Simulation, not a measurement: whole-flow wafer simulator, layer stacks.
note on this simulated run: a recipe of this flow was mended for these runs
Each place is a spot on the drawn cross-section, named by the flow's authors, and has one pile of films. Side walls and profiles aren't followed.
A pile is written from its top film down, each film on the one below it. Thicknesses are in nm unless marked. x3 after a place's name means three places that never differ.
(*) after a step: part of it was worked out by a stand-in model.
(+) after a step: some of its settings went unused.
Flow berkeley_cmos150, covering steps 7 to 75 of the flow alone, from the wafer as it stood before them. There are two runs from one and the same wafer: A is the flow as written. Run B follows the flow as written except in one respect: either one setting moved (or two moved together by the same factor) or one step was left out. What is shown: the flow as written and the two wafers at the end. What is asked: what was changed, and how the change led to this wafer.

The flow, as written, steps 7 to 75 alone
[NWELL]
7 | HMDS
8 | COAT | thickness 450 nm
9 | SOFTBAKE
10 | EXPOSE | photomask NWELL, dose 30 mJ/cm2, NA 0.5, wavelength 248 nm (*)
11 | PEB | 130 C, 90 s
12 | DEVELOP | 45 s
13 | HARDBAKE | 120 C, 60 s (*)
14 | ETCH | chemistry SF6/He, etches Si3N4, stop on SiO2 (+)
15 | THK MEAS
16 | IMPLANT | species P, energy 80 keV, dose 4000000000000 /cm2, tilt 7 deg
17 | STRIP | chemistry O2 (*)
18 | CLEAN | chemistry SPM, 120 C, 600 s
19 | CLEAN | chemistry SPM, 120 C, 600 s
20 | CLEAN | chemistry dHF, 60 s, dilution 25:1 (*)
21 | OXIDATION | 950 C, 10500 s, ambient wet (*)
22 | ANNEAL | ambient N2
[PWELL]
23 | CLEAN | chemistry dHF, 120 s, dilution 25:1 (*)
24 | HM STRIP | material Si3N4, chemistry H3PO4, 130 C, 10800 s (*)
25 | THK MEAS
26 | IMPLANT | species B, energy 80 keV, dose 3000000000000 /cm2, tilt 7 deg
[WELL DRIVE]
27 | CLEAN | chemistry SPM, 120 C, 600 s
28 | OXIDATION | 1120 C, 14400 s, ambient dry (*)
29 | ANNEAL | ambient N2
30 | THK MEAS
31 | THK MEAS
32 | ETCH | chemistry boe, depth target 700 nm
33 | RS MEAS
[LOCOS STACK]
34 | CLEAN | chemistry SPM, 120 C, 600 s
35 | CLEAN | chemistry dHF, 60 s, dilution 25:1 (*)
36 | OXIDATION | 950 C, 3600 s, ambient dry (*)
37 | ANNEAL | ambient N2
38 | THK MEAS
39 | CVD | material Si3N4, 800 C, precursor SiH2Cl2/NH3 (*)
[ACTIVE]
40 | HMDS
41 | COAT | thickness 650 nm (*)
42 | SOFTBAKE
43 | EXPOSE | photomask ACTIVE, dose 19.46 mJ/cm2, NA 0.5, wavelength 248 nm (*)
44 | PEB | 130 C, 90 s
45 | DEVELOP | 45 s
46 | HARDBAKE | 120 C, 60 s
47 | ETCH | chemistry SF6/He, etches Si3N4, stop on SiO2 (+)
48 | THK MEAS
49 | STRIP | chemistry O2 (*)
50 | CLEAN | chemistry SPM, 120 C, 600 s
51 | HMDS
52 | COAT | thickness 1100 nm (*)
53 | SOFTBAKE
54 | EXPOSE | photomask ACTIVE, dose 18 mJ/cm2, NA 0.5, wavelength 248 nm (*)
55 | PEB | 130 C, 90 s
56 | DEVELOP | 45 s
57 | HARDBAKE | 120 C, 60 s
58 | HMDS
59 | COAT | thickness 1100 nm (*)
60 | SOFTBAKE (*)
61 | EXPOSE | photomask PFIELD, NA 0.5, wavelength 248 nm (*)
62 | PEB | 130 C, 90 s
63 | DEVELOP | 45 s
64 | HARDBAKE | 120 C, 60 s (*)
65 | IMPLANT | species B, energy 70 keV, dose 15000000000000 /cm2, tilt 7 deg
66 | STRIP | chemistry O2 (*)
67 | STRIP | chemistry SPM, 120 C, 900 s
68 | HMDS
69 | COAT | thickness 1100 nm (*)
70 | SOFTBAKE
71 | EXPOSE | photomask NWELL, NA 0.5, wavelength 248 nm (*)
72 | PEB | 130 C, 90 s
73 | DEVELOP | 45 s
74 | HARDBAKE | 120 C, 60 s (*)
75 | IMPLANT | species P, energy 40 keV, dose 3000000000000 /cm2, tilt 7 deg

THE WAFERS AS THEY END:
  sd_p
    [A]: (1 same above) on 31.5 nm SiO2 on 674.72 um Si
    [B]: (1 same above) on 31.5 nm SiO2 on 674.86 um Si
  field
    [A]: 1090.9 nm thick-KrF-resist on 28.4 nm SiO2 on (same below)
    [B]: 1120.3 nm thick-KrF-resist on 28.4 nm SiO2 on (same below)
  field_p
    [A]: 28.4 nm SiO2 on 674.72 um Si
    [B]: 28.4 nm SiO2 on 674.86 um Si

What caused this: step 14, ETCH: chemistry SF6/He, etches Si3N4, stop on SiO2 (+), was not run.

Step by step, how the change led to this:
  17 | STRIP | chemistry O2 (*)
      field, sd_n, gate_n, contact, m1: A -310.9 KrF-resist (all of it) | B -434.9 KrF-resist (all of it)
  20 | CLEAN | chemistry dHF, 60 s, dilution 25:1 (*)
      field_p, sd_p, gate_p: A -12 SiO2 | B -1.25 Si3N4
  21 | OXIDATION | 950 C, 10500 s, ambient wet (*)
      field_p, sd_p, gate_p: A +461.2 SiO2, -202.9 Si | B +7.45 SiO2 (new film), -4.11 Si3N4
  23 | CLEAN | chemistry dHF, 120 s, dilution 25:1 (*)
      field_p, sd_p, gate_p: A -23 SiO2 | B -7.45 SiO2 (all of it), -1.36 Si3N4
  24 | HM STRIP | material Si3N4, chemistry H3PO4, 130 C, 10800 s (*)
      field_p, sd_p, gate_p: A -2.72 SiO2 | B -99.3 Si3N4 (all of it), -1.88 SiO2
  28 | OXIDATION | 1120 C, 14400 s, ambient dry (*)
      field_p, sd_p, gate_p: A +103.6 SiO2, -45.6 Si | B +261.5 SiO2, -115.1 Si
  32 | ETCH | chemistry boe, depth target 700 nm
      field_p, sd_p, gate_p: A -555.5 SiO2 (all of it) | B -291.1 SiO2 (all of it)
  41 | COAT | thickness 650 nm (*)
      field_p: A +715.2 KrF-resist (new film) | B +650 KrF-resist (new film)
      sd_n: A +633.7 KrF-resist (new film) | B +650 KrF-resist (new film)
      (and at 2 other places as well)
  45 | DEVELOP | 45 s
      field_p: A -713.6 KrF-resist (all of it) | B -648.6 KrF-resist (all of it)
  46 | HARDBAKE | 120 C, 60 s
      sd_n: A -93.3 KrF-resist | B -95.7 KrF-resist
      sd_p: A -102.4 KrF-resist | B -95.7 KrF-resist
      (and at 1 other place as well)
  49 | STRIP | chemistry O2 (*)
      sd_n: A -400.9 KrF-resist (all of it) | B -414.7 KrF-resist (all of it)
      sd_p: A -452.2 KrF-resist (all of it) | B -414.7 KrF-resist (all of it)
      (and at 1 other place as well)
  52 | COAT | thickness 1100 nm (*)
      field: A +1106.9 thick-KrF-resist (new film) | B +1136.3 thick-KrF-resist (new film)
      field_p: A +1219.5 thick-KrF-resist (new film) | B +1136.7 thick-KrF-resist (new film)
      (and at 2 other places as well)
  56 | DEVELOP | 45 s
      field: A -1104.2 thick-KrF-resist (all of it) | B -1133.6 thick-KrF-resist (all of it)
      field_p: A -1216.4 thick-KrF-resist (all of it) | B -1134 thick-KrF-resist (all of it)
  57 | HARDBAKE | 120 C, 60 s
      sd_p: A -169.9 thick-KrF-resist | B -159.5 thick-KrF-resist
      gate_p: A -170.5 thick-KrF-resist | B -160.6 thick-KrF-resist
  59 | COAT | thickness 1100 nm (*)
      field_p: A +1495 thick-KrF-resist (new film) | B +1404.7 thick-KrF-resist (new film)
      sd_p: A +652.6 thick-KrF-resist | B +625.6 thick-KrF-resist
      (and at 1 other place as well)
  66 | STRIP | chemistry O2 (*)
      field_p: A -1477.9 thick-KrF-resist (all of it) | B -1387.8 thick-KrF-resist (all of it)
      sd_p: A -1563.6 thick-KrF-resist (all of it) | B -1479.8 thick-KrF-resist (all of it)
      (and at 1 other place as well)
  ... and 1 more step ...
  73 | DEVELOP | 45 s
      field_p: A -1216.4 thick-KrF-resist (all of it) | B -1134 thick-KrF-resist (all of it)
      sd_p: A -1108.9 thick-KrF-resist (all of it) | B -1041.7 thick-KrF-resist (all of it)
      (and at 1 other place as well)
